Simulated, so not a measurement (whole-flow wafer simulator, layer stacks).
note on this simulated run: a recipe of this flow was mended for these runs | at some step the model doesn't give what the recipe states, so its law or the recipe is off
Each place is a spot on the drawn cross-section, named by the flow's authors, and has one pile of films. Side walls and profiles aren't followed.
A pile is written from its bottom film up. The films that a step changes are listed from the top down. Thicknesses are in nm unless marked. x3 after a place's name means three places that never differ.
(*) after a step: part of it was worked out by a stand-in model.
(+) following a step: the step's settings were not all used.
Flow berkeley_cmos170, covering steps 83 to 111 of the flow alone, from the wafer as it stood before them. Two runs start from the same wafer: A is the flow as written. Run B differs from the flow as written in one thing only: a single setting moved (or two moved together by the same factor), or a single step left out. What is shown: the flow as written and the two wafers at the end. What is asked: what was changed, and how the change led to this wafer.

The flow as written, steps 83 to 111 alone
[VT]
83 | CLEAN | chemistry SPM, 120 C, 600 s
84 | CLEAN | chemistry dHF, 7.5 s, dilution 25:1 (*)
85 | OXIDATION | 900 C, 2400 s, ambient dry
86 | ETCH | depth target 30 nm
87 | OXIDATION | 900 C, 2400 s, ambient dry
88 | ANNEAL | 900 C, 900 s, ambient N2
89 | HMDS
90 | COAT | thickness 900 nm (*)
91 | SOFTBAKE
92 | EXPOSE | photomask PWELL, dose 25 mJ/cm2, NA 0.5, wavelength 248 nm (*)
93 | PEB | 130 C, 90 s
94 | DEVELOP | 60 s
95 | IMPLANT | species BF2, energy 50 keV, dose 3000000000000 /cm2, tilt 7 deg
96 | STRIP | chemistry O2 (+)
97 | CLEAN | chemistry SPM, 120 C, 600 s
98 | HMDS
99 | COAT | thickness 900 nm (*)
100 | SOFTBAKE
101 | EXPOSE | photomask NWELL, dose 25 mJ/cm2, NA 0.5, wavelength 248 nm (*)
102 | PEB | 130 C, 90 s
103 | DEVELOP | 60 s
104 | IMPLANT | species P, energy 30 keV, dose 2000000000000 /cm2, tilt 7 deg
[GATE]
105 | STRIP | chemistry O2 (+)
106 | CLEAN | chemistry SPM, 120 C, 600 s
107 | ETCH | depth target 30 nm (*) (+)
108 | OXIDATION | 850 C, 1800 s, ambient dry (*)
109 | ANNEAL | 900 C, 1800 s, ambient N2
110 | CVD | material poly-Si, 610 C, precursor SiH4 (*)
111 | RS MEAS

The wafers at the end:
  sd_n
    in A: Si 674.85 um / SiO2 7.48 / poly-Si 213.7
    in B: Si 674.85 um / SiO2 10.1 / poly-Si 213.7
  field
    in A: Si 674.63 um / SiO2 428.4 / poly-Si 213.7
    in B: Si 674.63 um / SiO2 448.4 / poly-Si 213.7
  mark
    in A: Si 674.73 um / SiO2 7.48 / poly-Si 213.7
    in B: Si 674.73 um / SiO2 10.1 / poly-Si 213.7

What caused this: step 107, ETCH: depth target 10 nm was run, while the flow as written has depth target 30 nm.

Step by step, how the change led to this:
  107 | ETCH | depth target 30 nm (*) (+)
      mark, sd_n, spacer_n and 9 more: A SiO2 loses 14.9 (all of it) | B SiO2 loses 10
      field: A SiO2 loses 30 | B SiO2 loses 10
  108 | OXIDATION | 850 C, 1800 s, ambient dry (*)
      mark, spacer_n, gate_n and 7 more: A SiO2 gains 7.48 (new film), Si loses 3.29 | B SiO2 gains 5.19, Si loses 2.29
      sd_n, sd_p: A SiO2 gains 7.48 (new film), Si loses 3.29 | B SiO2 gains 5.19, Si loses 2.28
